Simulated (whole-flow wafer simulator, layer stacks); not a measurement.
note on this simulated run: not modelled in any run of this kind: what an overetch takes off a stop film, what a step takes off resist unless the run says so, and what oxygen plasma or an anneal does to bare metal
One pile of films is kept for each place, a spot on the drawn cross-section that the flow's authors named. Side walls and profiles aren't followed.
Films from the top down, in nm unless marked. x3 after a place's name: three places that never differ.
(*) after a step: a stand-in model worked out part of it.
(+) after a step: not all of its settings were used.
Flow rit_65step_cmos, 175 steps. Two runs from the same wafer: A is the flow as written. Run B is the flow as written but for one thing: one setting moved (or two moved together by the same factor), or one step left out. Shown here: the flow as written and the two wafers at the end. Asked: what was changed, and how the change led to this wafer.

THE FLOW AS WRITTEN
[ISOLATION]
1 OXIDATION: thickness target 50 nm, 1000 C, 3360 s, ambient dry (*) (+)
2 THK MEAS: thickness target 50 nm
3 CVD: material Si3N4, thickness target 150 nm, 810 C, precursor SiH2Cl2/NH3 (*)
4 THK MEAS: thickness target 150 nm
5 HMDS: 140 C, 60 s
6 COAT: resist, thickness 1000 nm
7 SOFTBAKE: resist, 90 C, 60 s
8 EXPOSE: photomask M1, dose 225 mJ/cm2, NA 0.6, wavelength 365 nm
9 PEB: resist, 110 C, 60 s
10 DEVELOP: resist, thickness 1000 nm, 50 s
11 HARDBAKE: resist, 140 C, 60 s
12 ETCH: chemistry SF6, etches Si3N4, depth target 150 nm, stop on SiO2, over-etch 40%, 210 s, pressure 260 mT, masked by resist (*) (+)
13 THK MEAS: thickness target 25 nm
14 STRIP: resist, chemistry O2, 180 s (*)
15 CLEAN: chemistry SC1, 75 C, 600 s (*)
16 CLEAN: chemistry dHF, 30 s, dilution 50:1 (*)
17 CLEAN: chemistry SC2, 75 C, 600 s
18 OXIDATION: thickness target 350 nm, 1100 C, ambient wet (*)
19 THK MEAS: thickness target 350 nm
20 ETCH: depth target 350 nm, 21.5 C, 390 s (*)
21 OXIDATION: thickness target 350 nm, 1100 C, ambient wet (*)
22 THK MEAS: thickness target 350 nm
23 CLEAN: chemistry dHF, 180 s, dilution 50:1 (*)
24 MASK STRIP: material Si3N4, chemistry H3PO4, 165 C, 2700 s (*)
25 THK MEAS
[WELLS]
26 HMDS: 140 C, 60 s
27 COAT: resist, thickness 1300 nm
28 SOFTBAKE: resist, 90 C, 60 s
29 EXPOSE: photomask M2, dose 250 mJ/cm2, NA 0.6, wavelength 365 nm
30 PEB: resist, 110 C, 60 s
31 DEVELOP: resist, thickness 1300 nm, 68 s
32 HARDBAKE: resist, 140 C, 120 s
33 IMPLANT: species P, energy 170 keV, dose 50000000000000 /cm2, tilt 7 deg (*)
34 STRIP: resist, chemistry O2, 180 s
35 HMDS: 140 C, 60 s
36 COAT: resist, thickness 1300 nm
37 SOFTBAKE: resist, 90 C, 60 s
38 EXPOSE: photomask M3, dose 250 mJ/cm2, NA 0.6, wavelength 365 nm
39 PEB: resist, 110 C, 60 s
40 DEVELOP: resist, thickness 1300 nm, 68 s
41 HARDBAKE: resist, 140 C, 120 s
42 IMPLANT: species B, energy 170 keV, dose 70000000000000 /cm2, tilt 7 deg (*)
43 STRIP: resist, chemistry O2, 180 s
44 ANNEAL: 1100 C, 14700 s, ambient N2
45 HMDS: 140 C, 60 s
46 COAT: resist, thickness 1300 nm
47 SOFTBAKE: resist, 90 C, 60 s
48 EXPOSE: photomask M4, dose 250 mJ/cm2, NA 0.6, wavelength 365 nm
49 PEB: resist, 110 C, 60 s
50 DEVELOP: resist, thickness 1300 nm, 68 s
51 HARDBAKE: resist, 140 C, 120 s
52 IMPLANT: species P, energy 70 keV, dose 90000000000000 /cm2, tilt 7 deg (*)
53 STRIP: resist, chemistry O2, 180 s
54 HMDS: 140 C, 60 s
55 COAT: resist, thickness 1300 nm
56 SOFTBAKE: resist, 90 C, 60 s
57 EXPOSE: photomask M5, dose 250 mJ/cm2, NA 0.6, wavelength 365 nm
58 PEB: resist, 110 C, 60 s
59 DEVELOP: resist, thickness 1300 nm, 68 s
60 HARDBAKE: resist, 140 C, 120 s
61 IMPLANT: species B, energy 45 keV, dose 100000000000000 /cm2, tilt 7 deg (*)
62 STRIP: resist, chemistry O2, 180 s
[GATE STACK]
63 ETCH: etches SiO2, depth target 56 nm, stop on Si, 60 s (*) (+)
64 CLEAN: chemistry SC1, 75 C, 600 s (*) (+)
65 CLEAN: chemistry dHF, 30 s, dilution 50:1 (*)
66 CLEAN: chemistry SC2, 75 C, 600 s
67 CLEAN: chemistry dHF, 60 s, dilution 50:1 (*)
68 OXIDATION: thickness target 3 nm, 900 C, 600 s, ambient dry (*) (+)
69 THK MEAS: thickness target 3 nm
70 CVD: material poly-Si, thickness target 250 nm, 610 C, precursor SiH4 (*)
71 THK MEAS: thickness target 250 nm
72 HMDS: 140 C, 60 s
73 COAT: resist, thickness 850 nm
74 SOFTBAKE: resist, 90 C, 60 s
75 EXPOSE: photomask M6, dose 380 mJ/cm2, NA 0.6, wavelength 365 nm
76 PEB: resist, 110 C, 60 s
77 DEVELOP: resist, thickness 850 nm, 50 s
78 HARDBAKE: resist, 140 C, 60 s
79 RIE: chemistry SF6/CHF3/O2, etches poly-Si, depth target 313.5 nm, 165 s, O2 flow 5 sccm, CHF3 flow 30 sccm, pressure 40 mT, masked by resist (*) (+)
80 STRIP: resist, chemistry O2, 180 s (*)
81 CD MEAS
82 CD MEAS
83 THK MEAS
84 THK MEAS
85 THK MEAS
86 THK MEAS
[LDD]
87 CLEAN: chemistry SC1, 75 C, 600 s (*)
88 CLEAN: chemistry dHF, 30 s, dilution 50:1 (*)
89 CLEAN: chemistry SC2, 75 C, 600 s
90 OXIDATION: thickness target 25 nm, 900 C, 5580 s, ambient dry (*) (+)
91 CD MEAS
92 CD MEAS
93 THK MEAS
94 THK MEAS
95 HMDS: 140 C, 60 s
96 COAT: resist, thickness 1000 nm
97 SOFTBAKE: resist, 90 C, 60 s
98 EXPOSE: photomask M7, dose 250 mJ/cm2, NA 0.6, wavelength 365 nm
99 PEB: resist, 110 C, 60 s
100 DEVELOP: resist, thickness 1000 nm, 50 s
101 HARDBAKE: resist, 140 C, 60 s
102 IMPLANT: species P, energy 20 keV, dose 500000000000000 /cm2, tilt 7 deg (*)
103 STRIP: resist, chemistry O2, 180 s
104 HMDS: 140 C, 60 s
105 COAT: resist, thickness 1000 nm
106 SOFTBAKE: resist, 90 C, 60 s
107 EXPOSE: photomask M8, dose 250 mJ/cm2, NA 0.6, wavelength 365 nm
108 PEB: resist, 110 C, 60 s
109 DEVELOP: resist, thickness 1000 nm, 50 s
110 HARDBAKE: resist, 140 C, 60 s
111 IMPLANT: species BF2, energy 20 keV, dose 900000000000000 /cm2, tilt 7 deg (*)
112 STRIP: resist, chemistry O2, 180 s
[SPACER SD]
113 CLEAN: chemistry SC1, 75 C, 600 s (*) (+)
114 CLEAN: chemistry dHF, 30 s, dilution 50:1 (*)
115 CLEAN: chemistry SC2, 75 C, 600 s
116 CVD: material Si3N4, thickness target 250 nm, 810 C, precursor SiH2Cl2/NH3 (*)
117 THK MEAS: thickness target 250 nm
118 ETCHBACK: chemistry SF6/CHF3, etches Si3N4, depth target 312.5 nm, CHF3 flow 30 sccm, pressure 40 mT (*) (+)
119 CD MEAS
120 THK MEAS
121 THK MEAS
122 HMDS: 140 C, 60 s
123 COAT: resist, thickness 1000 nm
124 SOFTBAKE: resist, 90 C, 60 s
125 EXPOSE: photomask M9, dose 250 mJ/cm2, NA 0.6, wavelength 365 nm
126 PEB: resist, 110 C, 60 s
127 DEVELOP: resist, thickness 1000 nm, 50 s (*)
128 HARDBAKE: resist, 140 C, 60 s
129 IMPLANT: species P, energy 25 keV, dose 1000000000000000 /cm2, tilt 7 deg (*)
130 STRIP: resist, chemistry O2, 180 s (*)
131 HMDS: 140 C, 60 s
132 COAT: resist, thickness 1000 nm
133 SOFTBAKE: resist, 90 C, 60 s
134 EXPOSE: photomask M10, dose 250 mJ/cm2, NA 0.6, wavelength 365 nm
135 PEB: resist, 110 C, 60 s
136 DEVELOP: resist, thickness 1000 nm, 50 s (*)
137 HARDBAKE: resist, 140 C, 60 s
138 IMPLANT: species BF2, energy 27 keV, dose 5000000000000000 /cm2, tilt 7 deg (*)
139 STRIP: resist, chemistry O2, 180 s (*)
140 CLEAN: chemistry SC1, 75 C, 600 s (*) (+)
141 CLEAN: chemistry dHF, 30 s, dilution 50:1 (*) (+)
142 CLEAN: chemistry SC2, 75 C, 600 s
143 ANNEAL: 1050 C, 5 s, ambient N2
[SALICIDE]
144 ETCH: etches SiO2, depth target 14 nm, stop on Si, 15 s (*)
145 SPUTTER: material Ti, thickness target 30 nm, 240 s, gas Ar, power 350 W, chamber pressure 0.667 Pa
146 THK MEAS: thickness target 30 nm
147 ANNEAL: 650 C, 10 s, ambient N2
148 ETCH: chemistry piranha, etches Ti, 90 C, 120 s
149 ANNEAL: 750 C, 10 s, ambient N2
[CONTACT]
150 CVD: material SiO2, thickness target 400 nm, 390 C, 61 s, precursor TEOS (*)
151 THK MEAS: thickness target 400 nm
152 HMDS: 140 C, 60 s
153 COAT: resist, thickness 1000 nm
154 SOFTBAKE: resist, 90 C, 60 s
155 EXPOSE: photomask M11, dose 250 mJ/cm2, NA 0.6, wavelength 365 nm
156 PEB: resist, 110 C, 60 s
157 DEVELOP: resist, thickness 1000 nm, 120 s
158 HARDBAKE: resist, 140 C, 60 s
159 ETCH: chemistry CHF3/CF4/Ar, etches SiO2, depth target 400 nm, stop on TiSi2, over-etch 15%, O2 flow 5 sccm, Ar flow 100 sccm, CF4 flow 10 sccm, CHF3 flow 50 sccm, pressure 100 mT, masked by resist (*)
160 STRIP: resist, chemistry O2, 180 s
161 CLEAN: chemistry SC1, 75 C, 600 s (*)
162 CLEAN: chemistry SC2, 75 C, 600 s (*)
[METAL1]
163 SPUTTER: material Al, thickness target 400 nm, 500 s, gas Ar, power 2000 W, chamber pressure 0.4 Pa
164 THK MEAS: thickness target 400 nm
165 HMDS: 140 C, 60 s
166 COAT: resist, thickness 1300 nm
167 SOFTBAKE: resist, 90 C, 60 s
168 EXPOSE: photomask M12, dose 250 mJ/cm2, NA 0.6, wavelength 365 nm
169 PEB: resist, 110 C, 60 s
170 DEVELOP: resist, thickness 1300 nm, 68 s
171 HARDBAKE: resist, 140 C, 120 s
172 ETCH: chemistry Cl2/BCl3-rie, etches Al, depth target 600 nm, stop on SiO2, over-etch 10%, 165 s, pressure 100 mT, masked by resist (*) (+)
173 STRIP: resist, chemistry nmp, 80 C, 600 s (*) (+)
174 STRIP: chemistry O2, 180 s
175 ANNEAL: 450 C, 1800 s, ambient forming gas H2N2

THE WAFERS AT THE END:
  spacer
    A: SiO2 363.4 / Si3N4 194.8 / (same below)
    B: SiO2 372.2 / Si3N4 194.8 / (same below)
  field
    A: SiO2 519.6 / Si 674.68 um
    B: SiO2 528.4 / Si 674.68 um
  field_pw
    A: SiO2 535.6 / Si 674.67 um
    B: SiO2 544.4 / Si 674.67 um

The cause: step 163, SPUTTER: power 2350 W was run, where the flow has power 2000 W.

How the change led to this, step by step:
  163 SPUTTER: material Al, thickness target 400 nm, 500 s, gas Ar, power 2000 W, chamber pressure 0.4 Pa
      field, field_pw, field_p, spacer, spacer_p: A Al +400 (new film) | B Al +470 (new film)
      gate_n, gate_p: A Al +396 (new film) | B Al +462 (new film)
      (and at 1 more place)
  172 ETCH: chemistry Cl2/BCl3-rie, etches Al, depth target 600 nm, stop on SiO2, over-etch 10%, 165 s, pressure 100 mT, masked by resist (*) (+)
      field, field_pw, field_p, spacer, spacer_p: A Al -400 (all of it), SiO2 -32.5 | B Al -470 (all of it), SiO2 -23.8
      gate_n, gate_p: A Al -396 (all of it), SiO2 -33 | B Al -462 (all of it), SiO2 -24.8
      (and at 1 more place)
